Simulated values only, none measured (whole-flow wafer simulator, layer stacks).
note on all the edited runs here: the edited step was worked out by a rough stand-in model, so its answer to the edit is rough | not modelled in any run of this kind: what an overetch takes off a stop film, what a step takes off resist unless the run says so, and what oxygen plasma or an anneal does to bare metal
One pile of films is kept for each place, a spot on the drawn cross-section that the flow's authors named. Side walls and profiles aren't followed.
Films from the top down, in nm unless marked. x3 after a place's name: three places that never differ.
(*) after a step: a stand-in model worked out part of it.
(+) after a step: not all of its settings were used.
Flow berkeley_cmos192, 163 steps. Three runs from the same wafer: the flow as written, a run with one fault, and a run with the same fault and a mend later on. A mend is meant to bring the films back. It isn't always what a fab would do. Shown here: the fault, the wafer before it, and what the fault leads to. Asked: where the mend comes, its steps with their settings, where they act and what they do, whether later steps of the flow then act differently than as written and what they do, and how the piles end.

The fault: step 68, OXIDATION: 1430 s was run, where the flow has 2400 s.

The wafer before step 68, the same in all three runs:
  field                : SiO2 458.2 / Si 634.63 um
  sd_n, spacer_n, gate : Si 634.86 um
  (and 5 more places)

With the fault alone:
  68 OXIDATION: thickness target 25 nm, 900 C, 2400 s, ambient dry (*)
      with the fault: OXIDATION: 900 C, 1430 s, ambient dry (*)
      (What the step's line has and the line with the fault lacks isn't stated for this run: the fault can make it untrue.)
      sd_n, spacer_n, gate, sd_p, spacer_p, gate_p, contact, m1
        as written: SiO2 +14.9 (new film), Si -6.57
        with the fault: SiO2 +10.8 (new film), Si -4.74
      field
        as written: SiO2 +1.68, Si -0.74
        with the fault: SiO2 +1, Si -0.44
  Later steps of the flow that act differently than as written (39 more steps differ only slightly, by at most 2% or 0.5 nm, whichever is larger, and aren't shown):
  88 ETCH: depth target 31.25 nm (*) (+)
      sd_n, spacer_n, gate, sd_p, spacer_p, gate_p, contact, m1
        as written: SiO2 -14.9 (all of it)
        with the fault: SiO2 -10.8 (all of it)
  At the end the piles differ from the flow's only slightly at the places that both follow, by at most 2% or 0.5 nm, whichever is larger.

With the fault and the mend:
  The mend comes after step 75.
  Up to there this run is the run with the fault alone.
  75a STRIP: 150 s (*) (+)
      sd_p
        KrF resist -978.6 (all of it)
      spacer_p
        KrF resist -960 (all of it)
      gate_p
        KrF resist -959.1 (all of it)
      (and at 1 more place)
  75b CLEAN: chemistry SPM
      changes no film at any place that is followed
  75c OXIDATION: 900 C, 947 s, ambient dry (*) (the flow's step 68 once more, with other settings)
      sd_n, spacer_n, gate, sd_p, spacer_p, gate_p, contact, m1
        SiO2 +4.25, Si -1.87
      field
        SiO2 +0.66, Si -0.29
  75d HMDS (the flow's step 70 once more)
      changes no film at any place that is followed
  75e COAT: KrF resist, thickness 900 nm (*) (the flow's step 71 once more)
      field
        KrF resist +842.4 (new film)
      sd_n
        KrF resist +1013.2 (new film)
      spacer_n
        KrF resist +978.6 (new film)
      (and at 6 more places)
  75f SOFTBAKE: KrF resist (the flow's step 72 once more)
      changes no film at any place that is followed
  75g EXPOSE: photomask PWELL, dose 30 mJ/cm2, NA 0.5, wavelength 248 nm (*) (the flow's step 73 once more)
      changes no film at any place that is followed
  75h PEB: KrF resist, 130 C, 60 s (the flow's step 74 once more)
      sd_n, m1
        KrF resist -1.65
      spacer_n, gate
        KrF resist -1.58
      spacer_p, gate_p
        KrF resist -1.57
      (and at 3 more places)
  75i DEVELOP: KrF resist, thickness 900 nm, developer developer-D-0.26N, 45 s (the flow's step 75 once more)
      sd_p, spacer_p, gate_p, m1
        KrF resist -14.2
      spacer_n, gate
        KrF resist -977 (all of it)
      field
        KrF resist -841.1 (all of it)
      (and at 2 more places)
  No later step of the flow acts differently than as written, at any place that is followed, by more than 2% or 0.5 nm, whichever is larger.
  At the end the piles are the same as the flow's at every place that both follow.
